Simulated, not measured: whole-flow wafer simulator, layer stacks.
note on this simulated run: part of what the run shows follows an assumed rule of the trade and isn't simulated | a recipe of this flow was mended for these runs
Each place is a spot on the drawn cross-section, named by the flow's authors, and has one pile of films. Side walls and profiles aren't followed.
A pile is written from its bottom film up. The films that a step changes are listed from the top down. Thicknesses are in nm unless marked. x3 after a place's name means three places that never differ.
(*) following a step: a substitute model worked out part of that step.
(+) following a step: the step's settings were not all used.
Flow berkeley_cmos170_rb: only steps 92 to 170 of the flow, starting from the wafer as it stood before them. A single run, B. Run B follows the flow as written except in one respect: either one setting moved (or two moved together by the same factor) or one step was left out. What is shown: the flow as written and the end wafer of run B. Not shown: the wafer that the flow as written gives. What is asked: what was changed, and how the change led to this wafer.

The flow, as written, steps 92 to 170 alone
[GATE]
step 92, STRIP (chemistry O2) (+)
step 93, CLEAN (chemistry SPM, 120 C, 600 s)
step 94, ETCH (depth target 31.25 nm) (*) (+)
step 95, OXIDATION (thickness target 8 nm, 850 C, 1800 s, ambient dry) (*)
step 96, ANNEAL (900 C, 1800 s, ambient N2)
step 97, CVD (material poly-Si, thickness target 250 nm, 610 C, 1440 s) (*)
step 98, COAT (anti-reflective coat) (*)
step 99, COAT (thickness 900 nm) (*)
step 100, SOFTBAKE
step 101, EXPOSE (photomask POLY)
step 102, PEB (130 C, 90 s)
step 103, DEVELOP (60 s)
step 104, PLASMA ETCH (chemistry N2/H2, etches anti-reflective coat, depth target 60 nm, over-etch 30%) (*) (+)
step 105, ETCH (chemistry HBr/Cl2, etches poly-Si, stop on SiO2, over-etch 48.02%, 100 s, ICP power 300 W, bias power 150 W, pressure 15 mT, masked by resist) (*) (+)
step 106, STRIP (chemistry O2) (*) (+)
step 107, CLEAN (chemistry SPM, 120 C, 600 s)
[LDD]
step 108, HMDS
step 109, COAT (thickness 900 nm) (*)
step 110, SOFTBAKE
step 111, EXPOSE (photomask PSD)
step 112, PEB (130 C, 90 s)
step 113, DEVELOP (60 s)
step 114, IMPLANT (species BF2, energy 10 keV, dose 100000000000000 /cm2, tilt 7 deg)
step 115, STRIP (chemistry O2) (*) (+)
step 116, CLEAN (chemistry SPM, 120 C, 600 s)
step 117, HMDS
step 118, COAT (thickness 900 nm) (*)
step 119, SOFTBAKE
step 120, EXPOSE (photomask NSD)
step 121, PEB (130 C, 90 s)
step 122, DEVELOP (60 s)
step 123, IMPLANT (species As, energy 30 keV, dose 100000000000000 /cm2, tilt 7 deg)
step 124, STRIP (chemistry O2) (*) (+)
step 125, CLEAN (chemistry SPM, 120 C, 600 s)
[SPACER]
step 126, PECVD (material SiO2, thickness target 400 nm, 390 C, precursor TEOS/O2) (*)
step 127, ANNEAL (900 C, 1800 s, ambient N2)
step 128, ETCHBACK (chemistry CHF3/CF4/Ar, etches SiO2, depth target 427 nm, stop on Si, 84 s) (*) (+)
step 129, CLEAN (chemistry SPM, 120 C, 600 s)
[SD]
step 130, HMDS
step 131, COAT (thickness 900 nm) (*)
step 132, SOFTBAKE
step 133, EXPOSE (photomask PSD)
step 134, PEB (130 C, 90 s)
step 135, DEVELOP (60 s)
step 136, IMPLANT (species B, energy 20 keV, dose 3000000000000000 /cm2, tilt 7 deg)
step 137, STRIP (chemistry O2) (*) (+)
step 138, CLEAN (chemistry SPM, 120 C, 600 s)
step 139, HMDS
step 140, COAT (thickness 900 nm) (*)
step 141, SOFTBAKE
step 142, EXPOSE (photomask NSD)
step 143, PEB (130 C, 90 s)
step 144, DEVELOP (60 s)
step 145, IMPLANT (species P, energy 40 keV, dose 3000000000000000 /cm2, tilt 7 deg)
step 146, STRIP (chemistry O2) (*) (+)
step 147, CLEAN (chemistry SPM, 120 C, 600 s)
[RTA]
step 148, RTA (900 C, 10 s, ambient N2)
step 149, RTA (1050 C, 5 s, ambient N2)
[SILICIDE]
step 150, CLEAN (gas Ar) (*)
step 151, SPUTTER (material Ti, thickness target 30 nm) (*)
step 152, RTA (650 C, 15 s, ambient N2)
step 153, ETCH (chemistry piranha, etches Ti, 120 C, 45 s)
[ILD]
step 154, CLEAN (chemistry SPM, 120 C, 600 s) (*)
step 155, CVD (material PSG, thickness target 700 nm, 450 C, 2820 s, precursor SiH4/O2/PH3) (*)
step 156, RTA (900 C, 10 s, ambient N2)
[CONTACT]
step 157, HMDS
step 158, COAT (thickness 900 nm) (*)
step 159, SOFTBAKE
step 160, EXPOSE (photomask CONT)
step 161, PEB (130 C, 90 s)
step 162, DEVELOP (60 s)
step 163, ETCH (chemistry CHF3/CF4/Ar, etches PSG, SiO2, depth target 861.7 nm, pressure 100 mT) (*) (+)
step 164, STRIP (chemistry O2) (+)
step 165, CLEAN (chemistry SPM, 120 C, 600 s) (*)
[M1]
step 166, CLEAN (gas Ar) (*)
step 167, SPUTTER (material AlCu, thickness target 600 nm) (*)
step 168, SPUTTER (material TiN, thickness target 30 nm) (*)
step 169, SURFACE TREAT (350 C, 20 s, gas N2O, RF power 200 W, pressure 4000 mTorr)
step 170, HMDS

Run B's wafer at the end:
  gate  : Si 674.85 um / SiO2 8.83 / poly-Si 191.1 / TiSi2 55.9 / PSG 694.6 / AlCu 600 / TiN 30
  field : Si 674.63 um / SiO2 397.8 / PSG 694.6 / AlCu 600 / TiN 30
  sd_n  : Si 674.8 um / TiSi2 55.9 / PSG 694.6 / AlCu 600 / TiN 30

What caused this: step 95, OXIDATION: thickness target 10.4 nm was run, while the flow as written has thickness target 8 nm; step 95, OXIDATION: 2340 s was run, where the flow has 1800 s.

How this came from the change, step by step:
  step 95, OXIDATION (thickness target 8 nm, 850 C, 1800 s, ambient dry) (*)
      sd_n, spacer_n, gate, sd_p, spacer_p, gate_p, contact, m1: SiO2 gains 8.83 (new film), Si loses 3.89 (as written it would have been: SiO2 gains 7.53 (new film), Si loses 3.31)
